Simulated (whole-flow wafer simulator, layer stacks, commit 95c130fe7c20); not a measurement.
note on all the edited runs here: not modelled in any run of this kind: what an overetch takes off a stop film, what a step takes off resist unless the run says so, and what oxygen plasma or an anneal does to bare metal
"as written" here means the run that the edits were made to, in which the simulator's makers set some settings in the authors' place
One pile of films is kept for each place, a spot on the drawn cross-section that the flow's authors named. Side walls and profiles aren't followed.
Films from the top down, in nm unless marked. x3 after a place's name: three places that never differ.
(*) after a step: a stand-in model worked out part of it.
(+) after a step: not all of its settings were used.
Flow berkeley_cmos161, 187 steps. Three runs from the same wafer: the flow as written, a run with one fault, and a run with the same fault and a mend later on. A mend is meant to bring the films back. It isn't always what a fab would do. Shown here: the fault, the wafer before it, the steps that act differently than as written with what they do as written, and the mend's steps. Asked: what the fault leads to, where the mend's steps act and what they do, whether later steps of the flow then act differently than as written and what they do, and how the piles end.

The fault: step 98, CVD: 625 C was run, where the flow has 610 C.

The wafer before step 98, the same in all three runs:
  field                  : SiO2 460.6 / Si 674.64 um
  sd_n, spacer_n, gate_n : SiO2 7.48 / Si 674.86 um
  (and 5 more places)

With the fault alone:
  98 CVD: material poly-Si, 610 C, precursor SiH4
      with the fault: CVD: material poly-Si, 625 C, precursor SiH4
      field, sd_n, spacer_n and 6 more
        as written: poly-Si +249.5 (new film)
        with the fault: poly-Si +329.5 (new film)
  Later steps of the flow that act differently than as written (15 more steps differ only slightly, by at most 2% or 0.5 nm, whichever is larger, and aren't shown):
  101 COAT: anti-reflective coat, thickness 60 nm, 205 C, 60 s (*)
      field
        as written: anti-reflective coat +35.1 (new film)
        with the fault: anti-reflective coat +36 (new film)
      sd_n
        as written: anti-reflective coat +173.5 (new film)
        with the fault: anti-reflective coat +179 (new film)
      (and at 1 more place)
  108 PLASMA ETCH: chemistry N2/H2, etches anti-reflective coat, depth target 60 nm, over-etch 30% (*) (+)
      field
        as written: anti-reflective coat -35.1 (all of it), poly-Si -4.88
        with the fault: anti-reflective coat -36 (all of it), poly-Si -5.05
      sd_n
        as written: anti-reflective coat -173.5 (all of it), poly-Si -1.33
        with the fault: anti-reflective coat -179 (all of it), poly-Si -1.38
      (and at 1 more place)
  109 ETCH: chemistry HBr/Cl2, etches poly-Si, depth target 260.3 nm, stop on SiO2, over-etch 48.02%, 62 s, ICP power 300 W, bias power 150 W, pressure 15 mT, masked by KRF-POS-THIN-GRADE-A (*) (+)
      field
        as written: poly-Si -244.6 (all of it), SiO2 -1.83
        with the fault: poly-Si -324.5 (all of it), SiO2 -0.3
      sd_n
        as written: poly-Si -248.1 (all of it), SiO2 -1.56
        with the fault: poly-Si -328.1 (all of it), SiO2 -0.29
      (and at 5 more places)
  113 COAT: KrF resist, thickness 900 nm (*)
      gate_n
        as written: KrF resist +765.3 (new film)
        with the fault: KrF resist +700.8 (new film)
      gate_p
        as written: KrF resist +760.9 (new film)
        with the fault: KrF resist +696.5 (new film)
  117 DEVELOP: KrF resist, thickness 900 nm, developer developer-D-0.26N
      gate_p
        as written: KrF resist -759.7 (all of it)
        with the fault: KrF resist -695.5 (all of it)
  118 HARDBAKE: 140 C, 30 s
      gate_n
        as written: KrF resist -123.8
        with the fault: KrF resist -113.2
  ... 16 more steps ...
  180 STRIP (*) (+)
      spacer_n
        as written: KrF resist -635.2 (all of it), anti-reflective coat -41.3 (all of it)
        with the fault: KrF resist -578 (all of it), anti-reflective coat -38.1 (all of it)
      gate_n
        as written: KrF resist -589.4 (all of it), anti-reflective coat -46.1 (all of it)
        with the fault: KrF resist -539.2 (all of it), anti-reflective coat -37.4 (all of it)
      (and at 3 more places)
  At the end the piles differ from the flow's by more than 2% or 0.5 nm, whichever is larger, at spacer_n, gate_n, spacer_p, gate_p.
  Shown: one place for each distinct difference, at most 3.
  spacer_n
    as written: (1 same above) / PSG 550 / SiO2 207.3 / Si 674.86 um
    with the fault: (1 same above) / PSG 550 / SiO2 287.3 / Si 674.86 um
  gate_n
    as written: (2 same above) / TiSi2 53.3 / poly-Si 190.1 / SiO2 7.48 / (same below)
    with the fault: (2 same above) / TiSi2 53.3 / poly-Si 270.2 / SiO2 7.48 / (same below)

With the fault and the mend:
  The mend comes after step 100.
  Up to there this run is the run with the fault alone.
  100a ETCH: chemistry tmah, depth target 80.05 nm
      field, sd_n, spacer_n and 6 more
        poly-Si -80.1
  No later step of the flow acts differently than as written, at any place that is followed, by more than 2% or 0.5 nm, whichever is larger.
  At the end the piles are the same as the flow's at every place that both follow.
